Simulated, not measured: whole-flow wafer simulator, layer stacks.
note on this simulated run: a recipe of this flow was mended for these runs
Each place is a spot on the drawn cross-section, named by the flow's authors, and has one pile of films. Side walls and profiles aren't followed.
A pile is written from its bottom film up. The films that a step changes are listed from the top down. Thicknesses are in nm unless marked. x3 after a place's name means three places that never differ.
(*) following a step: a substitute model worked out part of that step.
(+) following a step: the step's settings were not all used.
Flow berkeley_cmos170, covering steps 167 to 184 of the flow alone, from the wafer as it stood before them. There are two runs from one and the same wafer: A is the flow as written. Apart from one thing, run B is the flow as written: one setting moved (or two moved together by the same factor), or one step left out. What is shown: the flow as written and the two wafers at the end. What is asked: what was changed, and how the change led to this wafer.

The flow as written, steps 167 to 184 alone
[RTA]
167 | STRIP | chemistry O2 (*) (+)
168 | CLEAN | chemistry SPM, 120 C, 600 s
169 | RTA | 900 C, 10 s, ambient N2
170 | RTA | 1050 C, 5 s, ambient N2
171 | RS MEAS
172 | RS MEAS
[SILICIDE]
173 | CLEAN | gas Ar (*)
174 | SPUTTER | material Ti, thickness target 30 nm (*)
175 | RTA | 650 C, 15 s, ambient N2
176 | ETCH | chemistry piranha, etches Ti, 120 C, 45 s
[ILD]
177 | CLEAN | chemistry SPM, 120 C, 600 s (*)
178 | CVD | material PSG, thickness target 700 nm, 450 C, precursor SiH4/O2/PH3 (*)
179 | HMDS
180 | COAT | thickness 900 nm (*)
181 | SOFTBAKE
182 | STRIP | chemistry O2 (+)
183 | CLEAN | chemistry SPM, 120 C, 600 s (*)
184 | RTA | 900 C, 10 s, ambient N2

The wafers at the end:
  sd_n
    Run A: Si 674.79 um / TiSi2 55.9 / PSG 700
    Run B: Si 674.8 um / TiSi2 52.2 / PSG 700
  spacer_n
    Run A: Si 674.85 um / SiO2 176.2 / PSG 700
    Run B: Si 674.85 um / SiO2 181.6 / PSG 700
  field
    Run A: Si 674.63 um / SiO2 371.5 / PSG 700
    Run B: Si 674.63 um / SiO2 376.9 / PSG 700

What caused this: step 173, CLEAN: gas Ar (*), was skipped.

Step by step, how the change led to this:
  175 | RTA | 650 C, 15 s, ambient N2
      sd_n, contact, m1, via1, m2, via2: A -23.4 Ti, +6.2 TiSi first (new film), +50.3 TiSi2 C49 (new film), -49 Si | B -22.9 Ti, +22.7 TiSi first (new film), +21.8 TiSi2 C49 (new film), -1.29 chemical SiO2 (all of it), -34.6 Si
      mark: A -23.4 Ti, +6.2 TiSi first (new film), +50.3 TiSi2 C49 (new film), -49 Si | B -23.6 Ti, +18.9 TiSi first (new film), +29.6 TiSi2 C49 (new film), -1.16 chemical SiO2 (all of it), -39 Si
      (also at 3 further places)
  176 | ETCH | chemistry piranha, etches Ti, 120 C, 45 s
      sd_n, gate_n, contact, m1, via1, m2, via2: A -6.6 Ti (all of it), -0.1 TiSi first | B -7.12 Ti (all of it), -0.1 TiSi first
  184 | RTA | 900 C, 10 s, ambient N2
      sd_n, contact, m1, via1, m2, via2: A under 1 film: +55.9 TiSi2 (new film), -6.09 TiSi first (all of it), -50.3 TiSi2 C49 (all of it), -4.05 Si | B under 1 film: +52.2 TiSi2 (new film), -22.6 TiSi first (all of it), -21.8 TiSi2 C49 (all of it), -15 Si
      mark: A under 1 film: +55.9 TiSi2 (new film), -6.09 TiSi first (all of it), -50.3 TiSi2 C49 (all of it), -4.05 Si | B under 1 film: +54.2 TiSi2 (new film), -18.8 TiSi first (all of it), -29.6 TiSi2 C49 (all of it), -12.5 Si
      (also at 3 further places)
